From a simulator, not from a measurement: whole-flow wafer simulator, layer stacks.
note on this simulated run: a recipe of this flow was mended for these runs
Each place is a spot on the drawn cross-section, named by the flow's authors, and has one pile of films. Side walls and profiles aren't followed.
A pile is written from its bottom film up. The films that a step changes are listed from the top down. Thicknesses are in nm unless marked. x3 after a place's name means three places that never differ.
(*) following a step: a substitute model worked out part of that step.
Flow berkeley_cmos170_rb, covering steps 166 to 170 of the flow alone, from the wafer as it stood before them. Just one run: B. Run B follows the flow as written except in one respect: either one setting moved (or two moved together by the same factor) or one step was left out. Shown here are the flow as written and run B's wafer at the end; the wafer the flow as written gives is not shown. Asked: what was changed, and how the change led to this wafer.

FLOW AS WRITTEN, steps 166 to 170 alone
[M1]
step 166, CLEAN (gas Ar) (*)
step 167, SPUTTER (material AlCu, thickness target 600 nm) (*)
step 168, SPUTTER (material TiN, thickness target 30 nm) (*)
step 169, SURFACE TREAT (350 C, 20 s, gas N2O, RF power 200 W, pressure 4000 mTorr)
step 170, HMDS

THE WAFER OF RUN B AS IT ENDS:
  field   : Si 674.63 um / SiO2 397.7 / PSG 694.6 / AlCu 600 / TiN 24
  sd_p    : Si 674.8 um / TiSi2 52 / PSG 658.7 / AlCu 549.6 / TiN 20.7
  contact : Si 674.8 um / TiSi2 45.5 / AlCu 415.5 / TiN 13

The reason: step 168, SPUTTER: thickness target 24 nm was run, while the flow as written has thickness target 30 nm.
The wafer itself shows it: field has TiN 24, and step 168 as written asks for 30 nm.

How this came from the change, step by step:
  step 168, SPUTTER (material TiN, thickness target 30 nm) (*)
      field, sd_n, spacer_n, gate, spacer_p, gate_p, m1: +24 TiN (new film) (it would be, as written: +30 TiN (new film))
      sd_p: +20.7 TiN (new film) (it would be, as written: +25.8 TiN (new film))
      (as well as at 1 more place)
